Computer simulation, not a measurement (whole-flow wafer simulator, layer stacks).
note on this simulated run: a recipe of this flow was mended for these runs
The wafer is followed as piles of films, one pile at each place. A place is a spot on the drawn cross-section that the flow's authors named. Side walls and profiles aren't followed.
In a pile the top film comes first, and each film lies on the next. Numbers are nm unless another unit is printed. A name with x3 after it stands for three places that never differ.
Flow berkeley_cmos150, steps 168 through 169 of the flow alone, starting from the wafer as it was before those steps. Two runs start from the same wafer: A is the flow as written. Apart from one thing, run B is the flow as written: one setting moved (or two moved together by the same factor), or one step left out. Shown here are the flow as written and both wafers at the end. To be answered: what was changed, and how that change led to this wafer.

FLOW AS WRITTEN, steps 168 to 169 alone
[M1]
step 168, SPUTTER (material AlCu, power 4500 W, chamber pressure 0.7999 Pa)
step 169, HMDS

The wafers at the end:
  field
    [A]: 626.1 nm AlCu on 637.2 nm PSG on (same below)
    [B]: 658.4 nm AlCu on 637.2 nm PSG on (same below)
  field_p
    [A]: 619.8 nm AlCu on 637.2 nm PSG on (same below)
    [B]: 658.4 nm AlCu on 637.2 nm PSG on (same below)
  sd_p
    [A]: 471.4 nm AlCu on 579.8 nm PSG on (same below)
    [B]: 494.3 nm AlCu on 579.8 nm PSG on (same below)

Cause: step 168, SPUTTER: power 4740 W was run, whereas the flow has power 4500 W.

Step by step, how the change led to this:
  step 168, SPUTTER (material AlCu, power 4500 W, chamber pressure 0.7999 Pa)
      field, sd_n, gate_n, gate_p, m1: A AlCu gains 626.1 (new film) | B AlCu gains 658.4 (new film)
      field_p: A AlCu gains 619.8 (new film) | B AlCu gains 658.4 (new film)
      (and at 2 other places as well)
